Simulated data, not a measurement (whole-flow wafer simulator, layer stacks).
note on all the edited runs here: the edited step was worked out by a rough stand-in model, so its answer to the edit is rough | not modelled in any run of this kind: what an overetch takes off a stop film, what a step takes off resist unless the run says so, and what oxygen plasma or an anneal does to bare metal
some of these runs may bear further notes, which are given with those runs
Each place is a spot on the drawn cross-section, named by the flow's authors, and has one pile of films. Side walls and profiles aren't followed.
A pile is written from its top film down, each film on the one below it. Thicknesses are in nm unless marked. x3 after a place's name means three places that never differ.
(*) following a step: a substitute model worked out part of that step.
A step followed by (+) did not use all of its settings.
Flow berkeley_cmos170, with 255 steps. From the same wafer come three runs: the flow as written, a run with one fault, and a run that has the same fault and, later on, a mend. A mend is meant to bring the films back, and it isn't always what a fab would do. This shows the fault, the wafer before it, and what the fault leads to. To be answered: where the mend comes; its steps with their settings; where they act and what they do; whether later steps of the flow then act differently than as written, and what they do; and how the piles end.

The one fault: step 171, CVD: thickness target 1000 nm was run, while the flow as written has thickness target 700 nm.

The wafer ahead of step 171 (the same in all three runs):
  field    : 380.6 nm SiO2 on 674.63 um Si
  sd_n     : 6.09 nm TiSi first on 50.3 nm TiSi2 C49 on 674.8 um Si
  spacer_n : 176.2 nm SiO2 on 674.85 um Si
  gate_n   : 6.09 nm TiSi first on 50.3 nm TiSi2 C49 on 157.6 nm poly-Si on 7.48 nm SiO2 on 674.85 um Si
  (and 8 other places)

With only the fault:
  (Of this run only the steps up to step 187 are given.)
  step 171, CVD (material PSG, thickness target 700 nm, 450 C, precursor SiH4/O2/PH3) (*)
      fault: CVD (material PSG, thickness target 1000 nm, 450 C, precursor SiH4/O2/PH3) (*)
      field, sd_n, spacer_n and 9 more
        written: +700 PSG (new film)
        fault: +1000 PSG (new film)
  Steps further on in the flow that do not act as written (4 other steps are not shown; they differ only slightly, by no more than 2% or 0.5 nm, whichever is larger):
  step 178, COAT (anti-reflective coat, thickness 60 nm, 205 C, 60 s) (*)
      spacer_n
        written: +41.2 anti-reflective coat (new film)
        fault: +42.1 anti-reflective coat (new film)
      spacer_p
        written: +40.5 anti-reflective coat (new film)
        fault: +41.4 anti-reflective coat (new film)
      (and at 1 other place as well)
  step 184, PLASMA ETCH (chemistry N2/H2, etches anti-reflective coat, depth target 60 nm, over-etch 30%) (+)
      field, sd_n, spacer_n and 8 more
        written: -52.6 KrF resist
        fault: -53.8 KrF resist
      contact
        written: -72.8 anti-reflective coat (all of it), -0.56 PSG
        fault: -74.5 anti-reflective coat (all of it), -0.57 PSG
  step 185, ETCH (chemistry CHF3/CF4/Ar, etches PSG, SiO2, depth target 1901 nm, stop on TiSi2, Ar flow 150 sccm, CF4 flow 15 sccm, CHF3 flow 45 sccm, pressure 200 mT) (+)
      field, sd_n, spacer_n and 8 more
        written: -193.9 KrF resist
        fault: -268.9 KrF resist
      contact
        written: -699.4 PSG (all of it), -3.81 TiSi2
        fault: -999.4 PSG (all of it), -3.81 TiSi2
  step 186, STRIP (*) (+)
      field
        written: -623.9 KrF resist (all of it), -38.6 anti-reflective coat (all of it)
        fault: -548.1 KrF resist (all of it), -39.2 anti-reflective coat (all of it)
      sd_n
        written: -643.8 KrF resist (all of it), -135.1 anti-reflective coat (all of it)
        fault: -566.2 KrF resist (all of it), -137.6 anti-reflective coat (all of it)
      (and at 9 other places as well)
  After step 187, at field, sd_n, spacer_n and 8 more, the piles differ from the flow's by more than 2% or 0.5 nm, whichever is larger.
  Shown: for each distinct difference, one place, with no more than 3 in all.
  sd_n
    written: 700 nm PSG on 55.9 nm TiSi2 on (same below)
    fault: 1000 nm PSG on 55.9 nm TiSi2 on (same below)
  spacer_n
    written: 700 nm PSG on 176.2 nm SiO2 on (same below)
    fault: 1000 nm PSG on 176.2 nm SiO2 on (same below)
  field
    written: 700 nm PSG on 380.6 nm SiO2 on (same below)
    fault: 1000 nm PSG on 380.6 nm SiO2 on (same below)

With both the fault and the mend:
  The mend stands after step 171.
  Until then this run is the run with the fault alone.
  step 171a, ETCH (chemistry boe, depth target 300 nm)
      field, sd_n, spacer_n and 9 more
        -300 PSG
  Every later step of the flow that is run acts as written, at every place that is followed, to within 2% or 0.5 nm, whichever is larger.
  When the end is reached, the piles differ only a little from the flow's at the places that both follow, at most by 2% or 0.5 nm, whichever is larger.
